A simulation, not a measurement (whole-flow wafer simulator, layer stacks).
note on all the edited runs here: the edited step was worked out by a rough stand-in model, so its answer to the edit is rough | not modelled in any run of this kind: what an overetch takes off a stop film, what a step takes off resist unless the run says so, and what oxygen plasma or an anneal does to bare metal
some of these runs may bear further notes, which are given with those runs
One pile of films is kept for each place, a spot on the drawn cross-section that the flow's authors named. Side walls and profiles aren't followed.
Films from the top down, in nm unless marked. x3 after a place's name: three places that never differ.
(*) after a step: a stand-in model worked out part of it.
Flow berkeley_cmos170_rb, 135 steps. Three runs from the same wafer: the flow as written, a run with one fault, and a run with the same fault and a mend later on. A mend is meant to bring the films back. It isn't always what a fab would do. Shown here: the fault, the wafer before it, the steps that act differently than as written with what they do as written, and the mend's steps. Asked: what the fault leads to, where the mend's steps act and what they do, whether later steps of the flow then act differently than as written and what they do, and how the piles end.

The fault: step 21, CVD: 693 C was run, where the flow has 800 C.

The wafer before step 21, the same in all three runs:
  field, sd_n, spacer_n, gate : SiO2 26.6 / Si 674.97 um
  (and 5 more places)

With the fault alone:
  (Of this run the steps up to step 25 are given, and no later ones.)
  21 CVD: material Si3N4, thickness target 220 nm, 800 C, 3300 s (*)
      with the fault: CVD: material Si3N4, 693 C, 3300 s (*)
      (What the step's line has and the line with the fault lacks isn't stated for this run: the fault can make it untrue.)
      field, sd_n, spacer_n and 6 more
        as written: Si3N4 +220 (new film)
        with the fault: Si3N4 +30.9 (new film)
  No later step of the flow up to step 25 acts differently than as written at any place that is followed.
  After step 25 the piles differ from the flow's by more than 2% or 0.5 nm, whichever is larger, at field, sd_n, spacer_n and 6 more.
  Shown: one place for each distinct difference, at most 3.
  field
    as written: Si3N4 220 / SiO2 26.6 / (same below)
    with the fault: Si3N4 30.9 / SiO2 26.6 / (same below)
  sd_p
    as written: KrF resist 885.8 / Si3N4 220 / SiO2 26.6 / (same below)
    with the fault: KrF resist 885.8 / Si3N4 30.9 / SiO2 26.6 / (same below)

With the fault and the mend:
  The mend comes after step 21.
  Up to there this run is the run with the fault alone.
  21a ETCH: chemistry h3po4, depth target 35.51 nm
      field, sd_n, spacer_n and 6 more
        Si3N4 -30.9 (all of it)
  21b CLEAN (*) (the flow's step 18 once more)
      changes no film at any place that is followed
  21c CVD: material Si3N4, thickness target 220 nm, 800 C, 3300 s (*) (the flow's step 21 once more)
      field, sd_n, spacer_n and 6 more
        Si3N4 +220 (new film)
  No later step of the flow acts differently than as written at any place that is followed.
  At the end the piles are the same as the flow's at every place that both follow.
